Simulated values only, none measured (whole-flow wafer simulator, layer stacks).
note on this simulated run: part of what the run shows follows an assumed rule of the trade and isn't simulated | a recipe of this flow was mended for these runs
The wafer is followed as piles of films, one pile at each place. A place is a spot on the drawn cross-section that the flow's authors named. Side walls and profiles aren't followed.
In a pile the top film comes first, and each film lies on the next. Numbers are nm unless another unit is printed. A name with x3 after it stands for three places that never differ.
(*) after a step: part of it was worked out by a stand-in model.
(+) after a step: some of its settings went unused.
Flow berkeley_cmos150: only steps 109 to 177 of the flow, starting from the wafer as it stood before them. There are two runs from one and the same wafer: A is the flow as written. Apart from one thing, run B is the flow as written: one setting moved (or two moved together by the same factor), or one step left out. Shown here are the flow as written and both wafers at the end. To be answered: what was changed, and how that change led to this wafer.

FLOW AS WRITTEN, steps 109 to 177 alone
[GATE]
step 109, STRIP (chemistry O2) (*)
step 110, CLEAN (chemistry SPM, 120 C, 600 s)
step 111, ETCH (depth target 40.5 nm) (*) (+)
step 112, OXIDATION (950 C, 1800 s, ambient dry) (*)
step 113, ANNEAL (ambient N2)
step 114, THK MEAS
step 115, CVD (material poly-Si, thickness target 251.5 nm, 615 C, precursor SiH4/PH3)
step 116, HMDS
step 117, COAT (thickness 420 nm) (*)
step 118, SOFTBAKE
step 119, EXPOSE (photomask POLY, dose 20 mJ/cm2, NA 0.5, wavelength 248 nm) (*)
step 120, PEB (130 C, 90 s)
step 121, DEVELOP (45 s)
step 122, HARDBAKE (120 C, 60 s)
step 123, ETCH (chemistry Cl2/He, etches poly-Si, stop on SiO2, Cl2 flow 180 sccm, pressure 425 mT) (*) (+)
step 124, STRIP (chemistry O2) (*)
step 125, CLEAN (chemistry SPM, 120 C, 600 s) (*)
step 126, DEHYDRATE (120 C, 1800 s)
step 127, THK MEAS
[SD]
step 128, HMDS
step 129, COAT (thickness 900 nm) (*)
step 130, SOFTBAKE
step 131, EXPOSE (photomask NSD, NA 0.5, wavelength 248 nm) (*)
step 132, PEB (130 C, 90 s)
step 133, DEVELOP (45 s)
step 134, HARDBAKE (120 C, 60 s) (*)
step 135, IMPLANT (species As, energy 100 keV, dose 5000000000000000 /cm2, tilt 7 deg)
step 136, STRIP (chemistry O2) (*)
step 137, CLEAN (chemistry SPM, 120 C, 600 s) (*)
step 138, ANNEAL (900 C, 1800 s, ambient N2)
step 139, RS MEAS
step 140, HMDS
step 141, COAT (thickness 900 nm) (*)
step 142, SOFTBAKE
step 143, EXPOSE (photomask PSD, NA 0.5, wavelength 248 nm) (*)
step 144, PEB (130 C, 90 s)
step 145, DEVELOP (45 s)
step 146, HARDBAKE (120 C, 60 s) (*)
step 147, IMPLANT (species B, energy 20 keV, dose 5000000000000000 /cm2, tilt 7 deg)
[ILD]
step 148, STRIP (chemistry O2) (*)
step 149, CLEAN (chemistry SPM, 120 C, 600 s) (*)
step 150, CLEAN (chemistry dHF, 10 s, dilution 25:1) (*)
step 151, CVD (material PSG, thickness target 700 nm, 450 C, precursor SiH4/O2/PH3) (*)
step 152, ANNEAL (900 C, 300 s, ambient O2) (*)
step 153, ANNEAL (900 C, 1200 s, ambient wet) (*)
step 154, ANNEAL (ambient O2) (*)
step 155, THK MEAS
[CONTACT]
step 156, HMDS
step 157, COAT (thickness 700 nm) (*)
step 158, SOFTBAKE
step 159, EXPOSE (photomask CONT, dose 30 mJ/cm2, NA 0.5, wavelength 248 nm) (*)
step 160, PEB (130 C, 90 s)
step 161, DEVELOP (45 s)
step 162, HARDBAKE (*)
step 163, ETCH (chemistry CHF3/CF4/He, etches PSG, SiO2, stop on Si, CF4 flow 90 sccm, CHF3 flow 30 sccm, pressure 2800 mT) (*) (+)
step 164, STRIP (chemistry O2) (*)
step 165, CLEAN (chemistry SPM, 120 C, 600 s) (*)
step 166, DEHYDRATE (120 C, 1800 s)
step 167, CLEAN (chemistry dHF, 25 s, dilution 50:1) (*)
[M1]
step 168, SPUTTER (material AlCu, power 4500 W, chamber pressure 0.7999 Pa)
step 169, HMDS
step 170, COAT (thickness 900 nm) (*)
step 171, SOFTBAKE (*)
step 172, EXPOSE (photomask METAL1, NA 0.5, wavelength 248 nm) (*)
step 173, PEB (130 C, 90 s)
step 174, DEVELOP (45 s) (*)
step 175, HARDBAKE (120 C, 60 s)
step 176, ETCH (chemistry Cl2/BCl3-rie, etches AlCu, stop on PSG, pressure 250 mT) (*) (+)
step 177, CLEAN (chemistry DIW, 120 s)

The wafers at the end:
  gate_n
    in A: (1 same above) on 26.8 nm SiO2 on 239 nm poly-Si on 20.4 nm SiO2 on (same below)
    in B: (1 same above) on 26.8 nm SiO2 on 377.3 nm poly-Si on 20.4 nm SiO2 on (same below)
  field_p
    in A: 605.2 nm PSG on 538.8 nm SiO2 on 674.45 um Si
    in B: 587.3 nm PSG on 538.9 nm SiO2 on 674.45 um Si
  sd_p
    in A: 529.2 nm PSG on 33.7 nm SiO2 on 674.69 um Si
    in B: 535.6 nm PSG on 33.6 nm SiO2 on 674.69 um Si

The reason: step 115, CVD: thickness target 389.8 nm was run, while the flow as written has thickness target 251.5 nm.

The path from the change to this, step by step:
  step 115, CVD (material poly-Si, thickness target 251.5 nm, 615 C, precursor SiH4/PH3)
      field, field_p, sd_n, gate_n, sd_p, gate_p, contact, m1: A +251.5 poly-Si (new film) | B +389.8 poly-Si (new film)
  step 123, ETCH (chemistry Cl2/He, etches poly-Si, stop on SiO2, Cl2 flow 180 sccm, pressure 425 mT) (*) (+)
      field, field_p, sd_n, sd_p, contact, m1: A -251.5 poly-Si (all of it), -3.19 SiO2 | B -389.8 poly-Si (all of it), -3.19 SiO2
      gate_n, gate_p: A -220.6 KrF-resist | B -319.4 KrF-resist
  step 124, STRIP (chemistry O2) (*)
      gate_n: A +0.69 chemical SiO2 (new film), -176.1 KrF-resist (all of it), -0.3 poly-Si | B +0.72 chemical SiO2 (new film), -77.8 KrF-resist (all of it), -0.32 poly-Si
      gate_p: A +0.69 chemical SiO2 (new film), -213.2 KrF-resist (all of it), -0.3 poly-Si | B +0.72 chemical SiO2 (new film), -115 KrF-resist (all of it), -0.32 poly-Si
  step 129, COAT (thickness 900 nm) (*)
      gate_n: A +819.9 thick-KrF-resist (new film) | B +721.6 thick-KrF-resist (new film)
      gate_p: A +888.9 thick-KrF-resist (new film) | B +789.2 thick-KrF-resist (new film)
  step 133, DEVELOP (45 s)
      gate_n: A -818.1 thick-KrF-resist (all of it) | B -720 thick-KrF-resist (all of it)
  step 136, STRIP (chemistry O2) (*)
      gate_p: A -873.6 thick-KrF-resist (all of it), +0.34 chemical SiO2, -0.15 poly-Si | B -774.1 thick-KrF-resist (all of it), +0.34 chemical SiO2, -0.15 poly-Si
  step 141, COAT (thickness 900 nm) (*)
      gate_n: A +819.7 thick-KrF-resist (new film) | B +721.3 thick-KrF-resist (new film)
      gate_p: A +888.8 thick-KrF-resist (new film) | B +789 thick-KrF-resist (new film)
  step 145, DEVELOP (45 s)
      gate_p: A -886.7 thick-KrF-resist (all of it) | B -787.2 thick-KrF-resist (all of it)
  step 148, STRIP (chemistry O2) (*)
      gate_n: A -804.5 thick-KrF-resist (all of it), +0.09 chemical SiO2, -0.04 poly-Si | B -706.4 thick-KrF-resist (all of it), +0.09 chemical SiO2, -0.04 poly-Si
  step 151, CVD (material PSG, thickness target 700 nm, 450 C, precursor SiH4/O2/PH3) (*)
      field_p: A +700 PSG (new film) | B +683.5 PSG (new film)
  step 153, ANNEAL (900 C, 1200 s, ambient wet) (*)
      field_p: A -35 PSG, +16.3 SiO2, -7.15 Si | B -34.2 PSG, +16.4 SiO2, -7.22 Si
  step 157, COAT (thickness 700 nm) (*)
      field_p: A +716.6 KrF-resist (new film) | B +744.8 KrF-resist (new film)
      gate_n: A +650.5 KrF-resist (new film) | B +591.5 KrF-resist (new film)
      (and at 2 other places as well)
  step 164, STRIP (chemistry O2) (*)
      field_p: A -397.1 KrF-resist (all of it) | B -425.2 KrF-resist (all of it)
      gate_n: A -331.2 KrF-resist (all of it) | B -272.4 KrF-resist (all of it)
      (and at 2 other places as well)
  step 168, SPUTTER (material AlCu, power 4500 W, chamber pressure 0.7999 Pa)
      field_p: A +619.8 AlCu (new film) | B +602.2 AlCu (new film)
      sd_p: A +471.4 AlCu (new film) | B +482.5 AlCu (new film)
  step 170, COAT (thickness 900 nm) (*)
      field_p: A +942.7 thick-KrF-resist (new film) | B +983.9 thick-KrF-resist (new film)
      sd_n: A +1135.4 thick-KrF-resist (new film) | B +1173 thick-KrF-resist (new film)
      (and at 2 other places as well)
  step 174, DEVELOP (45 s) (*)
      field_p: A -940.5 thick-KrF-resist (all of it), -10 AlCu | B -981.5 thick-KrF-resist (all of it), -10 AlCu
      sd_n: A -1132.6 thick-KrF-resist (all of it), -10 AlCu | B -1170.1 thick-KrF-resist (all of it), -10 AlCu
      (and at 2 other places as well)
  step 176, ETCH (chemistry Cl2/BCl3-rie, etches AlCu, stop on PSG, pressure 250 mT) (*) (+)
      field_p: A -609.8 AlCu (all of it), -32 PSG | B -592.2 AlCu (all of it), -34.2 PSG
      sd_p: A -461.4 AlCu (all of it), -50.6 PSG | B -472.5 AlCu (all of it), -49.2 PSG
